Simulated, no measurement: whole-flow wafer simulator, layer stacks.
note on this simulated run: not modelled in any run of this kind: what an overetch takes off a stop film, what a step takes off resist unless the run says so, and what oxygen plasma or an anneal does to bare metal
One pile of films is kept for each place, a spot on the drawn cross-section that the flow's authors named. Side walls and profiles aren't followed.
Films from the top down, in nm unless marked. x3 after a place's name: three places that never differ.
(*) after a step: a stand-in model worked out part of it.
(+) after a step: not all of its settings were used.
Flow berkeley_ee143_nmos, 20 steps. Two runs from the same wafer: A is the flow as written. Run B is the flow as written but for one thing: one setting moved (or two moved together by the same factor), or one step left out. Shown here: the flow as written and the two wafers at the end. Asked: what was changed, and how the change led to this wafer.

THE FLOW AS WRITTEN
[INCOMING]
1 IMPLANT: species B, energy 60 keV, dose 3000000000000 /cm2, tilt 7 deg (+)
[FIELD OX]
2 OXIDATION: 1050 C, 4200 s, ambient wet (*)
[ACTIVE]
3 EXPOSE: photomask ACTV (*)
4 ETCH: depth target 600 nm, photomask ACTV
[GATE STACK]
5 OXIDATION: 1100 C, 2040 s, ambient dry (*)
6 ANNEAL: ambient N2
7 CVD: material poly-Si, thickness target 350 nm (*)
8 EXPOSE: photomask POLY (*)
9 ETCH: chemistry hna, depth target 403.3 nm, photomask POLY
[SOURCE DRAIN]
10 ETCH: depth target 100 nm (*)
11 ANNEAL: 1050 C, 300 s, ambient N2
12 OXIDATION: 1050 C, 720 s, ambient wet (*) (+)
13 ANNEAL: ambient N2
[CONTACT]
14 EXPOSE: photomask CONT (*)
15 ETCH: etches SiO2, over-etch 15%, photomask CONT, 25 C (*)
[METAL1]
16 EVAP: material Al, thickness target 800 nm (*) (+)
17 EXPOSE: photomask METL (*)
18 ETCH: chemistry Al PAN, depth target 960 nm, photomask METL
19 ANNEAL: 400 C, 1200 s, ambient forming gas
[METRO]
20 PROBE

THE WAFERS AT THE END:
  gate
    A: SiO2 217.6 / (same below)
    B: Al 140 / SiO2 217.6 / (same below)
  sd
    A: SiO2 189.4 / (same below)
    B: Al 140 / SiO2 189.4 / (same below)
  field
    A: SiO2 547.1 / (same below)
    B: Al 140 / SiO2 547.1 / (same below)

The cause: step 18, ETCH: depth target 660 nm was run, where the flow has depth target 960 nm.

How the change led to this, step by step:
  18 ETCH: chemistry Al PAN, depth target 960 nm, photomask METL
      gate, sd, field: A Al -800 (all of it) | B Al -660
Counting metal films that touch as one body, gate has 1 body; the flow as written gives 0 bodies.
Counting metal films that touch as one body, sd has 1 body; the flow as written gives 0 bodies.
Counting metal films that touch as one body, field has 1 body; the flow as written gives 0 bodies.
